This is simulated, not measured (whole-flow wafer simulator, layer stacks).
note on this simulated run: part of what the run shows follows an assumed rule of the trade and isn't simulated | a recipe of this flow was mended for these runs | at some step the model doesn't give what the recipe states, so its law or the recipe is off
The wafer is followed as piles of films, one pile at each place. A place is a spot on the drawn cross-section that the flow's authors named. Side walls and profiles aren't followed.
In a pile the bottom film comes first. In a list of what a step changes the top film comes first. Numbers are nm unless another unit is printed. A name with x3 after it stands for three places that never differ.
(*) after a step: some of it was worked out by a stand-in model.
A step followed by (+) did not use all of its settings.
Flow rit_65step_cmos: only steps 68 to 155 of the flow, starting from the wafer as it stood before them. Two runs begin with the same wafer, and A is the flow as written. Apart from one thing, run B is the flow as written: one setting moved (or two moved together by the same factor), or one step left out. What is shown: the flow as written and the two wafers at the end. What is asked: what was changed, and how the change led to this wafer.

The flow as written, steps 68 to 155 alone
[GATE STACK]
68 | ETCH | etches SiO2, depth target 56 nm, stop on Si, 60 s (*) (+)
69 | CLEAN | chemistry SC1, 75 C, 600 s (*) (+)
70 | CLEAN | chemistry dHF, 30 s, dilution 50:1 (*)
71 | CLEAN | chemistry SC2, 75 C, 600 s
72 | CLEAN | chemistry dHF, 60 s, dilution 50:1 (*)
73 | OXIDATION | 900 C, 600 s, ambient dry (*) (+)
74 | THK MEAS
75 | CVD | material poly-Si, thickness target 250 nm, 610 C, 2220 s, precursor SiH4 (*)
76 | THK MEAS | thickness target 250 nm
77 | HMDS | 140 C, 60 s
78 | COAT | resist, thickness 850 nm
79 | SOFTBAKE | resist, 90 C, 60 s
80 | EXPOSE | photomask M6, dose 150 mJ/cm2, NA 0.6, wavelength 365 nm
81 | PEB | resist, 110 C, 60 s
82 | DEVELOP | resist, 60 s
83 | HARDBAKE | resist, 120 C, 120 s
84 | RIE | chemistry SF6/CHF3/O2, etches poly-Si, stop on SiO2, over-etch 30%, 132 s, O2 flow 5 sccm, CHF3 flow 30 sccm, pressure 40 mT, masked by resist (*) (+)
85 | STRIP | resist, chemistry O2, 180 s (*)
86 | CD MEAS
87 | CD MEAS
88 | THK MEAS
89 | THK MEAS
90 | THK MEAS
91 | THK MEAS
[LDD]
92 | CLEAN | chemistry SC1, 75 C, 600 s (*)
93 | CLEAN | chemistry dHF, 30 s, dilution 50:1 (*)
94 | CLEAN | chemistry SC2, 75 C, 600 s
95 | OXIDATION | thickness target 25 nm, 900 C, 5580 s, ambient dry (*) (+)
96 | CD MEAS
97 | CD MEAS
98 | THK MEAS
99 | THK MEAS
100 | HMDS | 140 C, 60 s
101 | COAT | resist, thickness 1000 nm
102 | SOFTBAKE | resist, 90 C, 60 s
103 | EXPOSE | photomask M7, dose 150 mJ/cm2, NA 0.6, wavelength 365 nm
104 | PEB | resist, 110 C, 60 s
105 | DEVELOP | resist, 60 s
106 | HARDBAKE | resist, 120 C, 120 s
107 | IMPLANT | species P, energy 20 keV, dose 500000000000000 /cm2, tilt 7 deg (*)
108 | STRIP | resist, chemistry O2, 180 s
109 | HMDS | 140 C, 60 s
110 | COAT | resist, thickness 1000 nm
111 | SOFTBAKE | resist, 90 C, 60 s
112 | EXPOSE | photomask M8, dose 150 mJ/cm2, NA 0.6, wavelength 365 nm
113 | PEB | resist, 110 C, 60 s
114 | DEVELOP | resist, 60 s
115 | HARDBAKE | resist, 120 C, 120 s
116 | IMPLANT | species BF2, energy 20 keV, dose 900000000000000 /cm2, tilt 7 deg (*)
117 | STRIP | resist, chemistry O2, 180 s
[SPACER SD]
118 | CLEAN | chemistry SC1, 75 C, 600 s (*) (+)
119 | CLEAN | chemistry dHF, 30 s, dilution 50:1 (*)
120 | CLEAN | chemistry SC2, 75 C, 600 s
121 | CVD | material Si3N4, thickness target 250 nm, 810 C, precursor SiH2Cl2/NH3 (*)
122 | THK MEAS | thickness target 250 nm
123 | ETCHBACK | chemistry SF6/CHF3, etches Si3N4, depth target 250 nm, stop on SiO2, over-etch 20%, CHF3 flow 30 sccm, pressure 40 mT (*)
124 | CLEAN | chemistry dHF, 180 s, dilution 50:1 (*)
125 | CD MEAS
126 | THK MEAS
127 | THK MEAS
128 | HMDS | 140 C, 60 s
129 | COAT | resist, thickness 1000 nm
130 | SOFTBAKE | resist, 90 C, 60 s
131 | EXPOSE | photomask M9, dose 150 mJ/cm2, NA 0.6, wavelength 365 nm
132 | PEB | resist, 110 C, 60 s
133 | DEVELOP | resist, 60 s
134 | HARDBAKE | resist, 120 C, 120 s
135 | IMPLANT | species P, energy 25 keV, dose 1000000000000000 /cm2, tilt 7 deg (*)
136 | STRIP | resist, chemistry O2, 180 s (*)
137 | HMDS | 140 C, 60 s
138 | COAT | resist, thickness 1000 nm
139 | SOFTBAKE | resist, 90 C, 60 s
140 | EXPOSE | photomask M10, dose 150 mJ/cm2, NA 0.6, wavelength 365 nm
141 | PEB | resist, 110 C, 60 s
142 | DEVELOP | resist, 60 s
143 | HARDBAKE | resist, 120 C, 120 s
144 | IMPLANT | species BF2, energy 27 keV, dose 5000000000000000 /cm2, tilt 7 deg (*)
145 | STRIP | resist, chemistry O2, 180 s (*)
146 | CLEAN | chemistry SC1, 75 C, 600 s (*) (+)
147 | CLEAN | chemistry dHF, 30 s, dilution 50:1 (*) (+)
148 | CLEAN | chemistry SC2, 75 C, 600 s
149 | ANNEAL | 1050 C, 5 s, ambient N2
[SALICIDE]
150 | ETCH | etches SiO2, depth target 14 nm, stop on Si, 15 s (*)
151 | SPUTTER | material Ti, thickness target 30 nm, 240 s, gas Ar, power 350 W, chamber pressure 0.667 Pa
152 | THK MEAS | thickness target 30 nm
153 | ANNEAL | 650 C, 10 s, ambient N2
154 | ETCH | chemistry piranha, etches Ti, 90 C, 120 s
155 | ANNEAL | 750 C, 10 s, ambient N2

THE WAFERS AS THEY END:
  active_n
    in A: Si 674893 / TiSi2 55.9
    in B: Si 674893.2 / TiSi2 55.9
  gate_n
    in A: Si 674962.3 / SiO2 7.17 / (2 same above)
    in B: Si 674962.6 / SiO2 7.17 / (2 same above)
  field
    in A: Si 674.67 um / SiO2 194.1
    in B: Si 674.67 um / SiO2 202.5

The reason: step 68, ETCH: depth target 48 nm was run, whereas the flow has depth target 56 nm; step 68, ETCH: 51 s was run, where the flow has 60 s.

How this came from the change, step by step:
  68 | ETCH | etches SiO2, depth target 56 nm, stop on Si, 60 s (*) (+)
      field, field_pw, field_nw, field_p: A -56 SiO2 | B -47.6 SiO2
